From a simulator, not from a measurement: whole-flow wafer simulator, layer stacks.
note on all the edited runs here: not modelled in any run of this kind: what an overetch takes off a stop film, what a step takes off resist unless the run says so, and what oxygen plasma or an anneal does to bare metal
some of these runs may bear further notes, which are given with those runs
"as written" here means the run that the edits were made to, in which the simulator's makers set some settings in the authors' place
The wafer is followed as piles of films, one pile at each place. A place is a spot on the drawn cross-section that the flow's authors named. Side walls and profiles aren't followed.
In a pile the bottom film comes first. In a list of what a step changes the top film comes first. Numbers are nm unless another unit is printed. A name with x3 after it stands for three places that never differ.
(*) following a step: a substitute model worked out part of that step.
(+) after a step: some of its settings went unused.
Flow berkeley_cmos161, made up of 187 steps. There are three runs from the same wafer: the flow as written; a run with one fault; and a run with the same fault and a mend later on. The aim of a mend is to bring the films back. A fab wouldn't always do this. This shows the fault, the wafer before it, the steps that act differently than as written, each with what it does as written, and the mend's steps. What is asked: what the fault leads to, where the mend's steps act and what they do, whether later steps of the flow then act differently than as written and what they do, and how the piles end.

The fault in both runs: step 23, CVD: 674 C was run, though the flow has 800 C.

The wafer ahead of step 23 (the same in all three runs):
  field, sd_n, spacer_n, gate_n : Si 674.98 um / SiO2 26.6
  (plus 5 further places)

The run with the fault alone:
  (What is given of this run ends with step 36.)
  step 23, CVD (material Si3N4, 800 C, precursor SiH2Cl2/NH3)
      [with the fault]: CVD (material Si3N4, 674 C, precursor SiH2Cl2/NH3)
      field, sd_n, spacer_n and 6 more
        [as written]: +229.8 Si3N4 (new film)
        [with the fault]: +26.1 Si3N4 (new film)
  Steps later in the flow that act otherwise than as written (1 other step is not shown; it differs only slightly, by no more than 2% or 0.5 nm, whichever is larger):
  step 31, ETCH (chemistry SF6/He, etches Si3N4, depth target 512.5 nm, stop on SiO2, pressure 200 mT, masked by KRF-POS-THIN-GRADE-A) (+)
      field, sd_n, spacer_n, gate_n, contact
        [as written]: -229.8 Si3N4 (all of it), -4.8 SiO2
        [with the fault]: -26.1 Si3N4 (all of it), -4.8 SiO2
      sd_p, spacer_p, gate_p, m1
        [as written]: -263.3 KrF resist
        [with the fault]: -41.9 KrF resist
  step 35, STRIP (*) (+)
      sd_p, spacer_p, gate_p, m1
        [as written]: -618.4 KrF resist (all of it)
        [with the fault]: -839.7 KrF resist (all of it)
  Once step 36 is done, the piles at sd_p, spacer_p, gate_p, m1 depart from the flow's by more than 2% or 0.5 nm, whichever is larger.
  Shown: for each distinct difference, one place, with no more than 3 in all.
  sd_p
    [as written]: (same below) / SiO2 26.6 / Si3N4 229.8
    [with the fault]: (same below) / SiO2 26.6 / Si3N4 26.1

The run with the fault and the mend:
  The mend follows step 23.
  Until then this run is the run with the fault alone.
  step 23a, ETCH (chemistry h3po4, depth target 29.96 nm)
      field, sd_n, spacer_n and 6 more
        -26.1 Si3N4 (all of it)
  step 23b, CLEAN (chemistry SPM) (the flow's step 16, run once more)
      alters no film at any place that is followed
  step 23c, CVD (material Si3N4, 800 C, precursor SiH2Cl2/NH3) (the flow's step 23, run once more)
      field, sd_n, spacer_n and 6 more
        +229.8 Si3N4 (new film)
  Later steps of the flow that are run all act as written at every place that is followed.
  The piles end the same as the flow's at every place that both follow.
